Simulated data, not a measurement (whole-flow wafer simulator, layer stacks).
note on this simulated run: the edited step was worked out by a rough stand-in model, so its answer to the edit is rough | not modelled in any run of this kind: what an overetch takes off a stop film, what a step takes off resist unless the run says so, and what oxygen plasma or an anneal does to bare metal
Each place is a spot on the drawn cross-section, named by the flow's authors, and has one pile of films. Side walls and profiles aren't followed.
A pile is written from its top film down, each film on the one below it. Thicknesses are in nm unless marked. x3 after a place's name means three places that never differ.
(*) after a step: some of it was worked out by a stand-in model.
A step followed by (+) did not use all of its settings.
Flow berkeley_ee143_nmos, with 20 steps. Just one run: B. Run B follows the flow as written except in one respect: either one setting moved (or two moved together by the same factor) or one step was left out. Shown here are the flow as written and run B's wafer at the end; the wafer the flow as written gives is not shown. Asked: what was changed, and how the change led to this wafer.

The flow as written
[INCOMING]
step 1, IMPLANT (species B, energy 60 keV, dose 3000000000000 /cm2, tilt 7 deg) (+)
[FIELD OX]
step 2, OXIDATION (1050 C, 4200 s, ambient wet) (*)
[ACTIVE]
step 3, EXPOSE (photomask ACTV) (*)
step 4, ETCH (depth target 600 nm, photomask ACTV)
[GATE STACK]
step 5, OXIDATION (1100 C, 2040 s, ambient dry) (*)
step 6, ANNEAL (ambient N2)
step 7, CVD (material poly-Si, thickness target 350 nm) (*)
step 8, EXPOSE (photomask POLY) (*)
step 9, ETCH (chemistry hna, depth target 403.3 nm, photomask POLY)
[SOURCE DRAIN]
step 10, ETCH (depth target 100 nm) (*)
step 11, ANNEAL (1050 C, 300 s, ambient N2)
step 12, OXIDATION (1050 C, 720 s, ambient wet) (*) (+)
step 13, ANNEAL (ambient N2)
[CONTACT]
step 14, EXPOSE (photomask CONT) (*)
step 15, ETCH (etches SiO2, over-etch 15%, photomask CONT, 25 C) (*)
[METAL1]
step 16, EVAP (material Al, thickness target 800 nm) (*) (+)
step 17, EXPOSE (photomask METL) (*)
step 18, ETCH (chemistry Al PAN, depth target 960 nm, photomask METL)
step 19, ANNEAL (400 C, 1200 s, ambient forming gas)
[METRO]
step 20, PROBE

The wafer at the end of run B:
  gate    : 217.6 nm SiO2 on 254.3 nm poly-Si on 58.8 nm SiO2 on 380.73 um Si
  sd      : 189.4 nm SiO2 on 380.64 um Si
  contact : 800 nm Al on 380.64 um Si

What caused this: step 5, OXIDATION: 1224 s was run, though the flow has 2040 s.

Step by step, how the change led to this:
  step 5, OXIDATION (1100 C, 2040 s, ambient dry) (*)
      gate, sd, contact: SiO2 gains 58.8 (new film), Si loses 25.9 (it would be, as written: SiO2 gains 79.7 (new film), Si loses 35.1)
      field: SiO2 gains 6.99, Si loses 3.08 (it would be, as written: SiO2 gains 11.6, Si loses 5.1)
  step 10, ETCH (depth target 100 nm) (*)
      sd, contact: SiO2 loses 58.8 (all of it) (it would be, as written: SiO2 loses 79.7 (all of it))
